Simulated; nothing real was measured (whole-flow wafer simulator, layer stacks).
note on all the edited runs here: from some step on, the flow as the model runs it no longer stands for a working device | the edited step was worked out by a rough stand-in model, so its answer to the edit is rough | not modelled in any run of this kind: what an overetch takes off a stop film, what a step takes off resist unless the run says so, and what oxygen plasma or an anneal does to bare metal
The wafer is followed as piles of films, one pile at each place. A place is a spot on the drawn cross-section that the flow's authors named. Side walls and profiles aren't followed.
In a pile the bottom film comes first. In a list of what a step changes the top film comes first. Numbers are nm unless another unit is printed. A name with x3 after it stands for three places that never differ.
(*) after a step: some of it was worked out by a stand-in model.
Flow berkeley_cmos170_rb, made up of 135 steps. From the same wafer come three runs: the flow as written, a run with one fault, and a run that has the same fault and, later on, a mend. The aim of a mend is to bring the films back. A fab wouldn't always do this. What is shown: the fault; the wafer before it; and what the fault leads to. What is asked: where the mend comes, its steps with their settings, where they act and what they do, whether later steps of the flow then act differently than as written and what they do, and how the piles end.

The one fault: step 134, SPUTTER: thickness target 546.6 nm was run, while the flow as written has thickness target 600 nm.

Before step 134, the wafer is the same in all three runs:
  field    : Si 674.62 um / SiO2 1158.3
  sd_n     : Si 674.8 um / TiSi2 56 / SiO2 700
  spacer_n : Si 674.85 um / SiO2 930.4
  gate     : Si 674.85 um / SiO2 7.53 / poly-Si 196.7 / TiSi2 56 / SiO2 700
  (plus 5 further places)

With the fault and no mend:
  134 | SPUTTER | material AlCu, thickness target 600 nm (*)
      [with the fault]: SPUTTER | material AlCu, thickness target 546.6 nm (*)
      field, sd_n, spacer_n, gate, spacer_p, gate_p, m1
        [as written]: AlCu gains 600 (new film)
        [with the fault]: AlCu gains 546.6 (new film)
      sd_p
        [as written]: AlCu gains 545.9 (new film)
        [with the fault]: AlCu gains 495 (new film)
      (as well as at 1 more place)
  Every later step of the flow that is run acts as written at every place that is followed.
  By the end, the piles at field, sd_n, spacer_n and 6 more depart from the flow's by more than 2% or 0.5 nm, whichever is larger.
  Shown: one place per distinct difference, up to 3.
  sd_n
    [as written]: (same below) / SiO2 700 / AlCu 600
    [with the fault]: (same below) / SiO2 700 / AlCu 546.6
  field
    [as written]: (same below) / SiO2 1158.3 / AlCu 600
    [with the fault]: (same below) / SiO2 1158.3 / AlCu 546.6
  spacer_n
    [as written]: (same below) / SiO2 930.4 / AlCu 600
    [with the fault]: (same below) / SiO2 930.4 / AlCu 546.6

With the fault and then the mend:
  After step 134 comes the mend.
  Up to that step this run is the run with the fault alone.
  134a | ETCH | chemistry al pan, depth target 628.4 nm
      field, sd_n, spacer_n, gate, spacer_p, gate_p, m1
        AlCu loses 546.6 (all of it)
      sd_p
        AlCu loses 495 (all of it)
      contact
        AlCu loses 379.7 (all of it)
  134b | SPUTTER | material AlCu, thickness target 600 nm (*) (a further turn of the flow's step 134)
      field, sd_n, spacer_n, gate, spacer_p, gate_p, m1
        AlCu gains 600 (new film)
      sd_p
        AlCu gains 545.9 (new film)
      contact
        AlCu gains 415.1 (new film)
  Every later step of the flow that is run acts as written at every place that is followed.
  At every place that both follow, the piles at the end match the flow's.
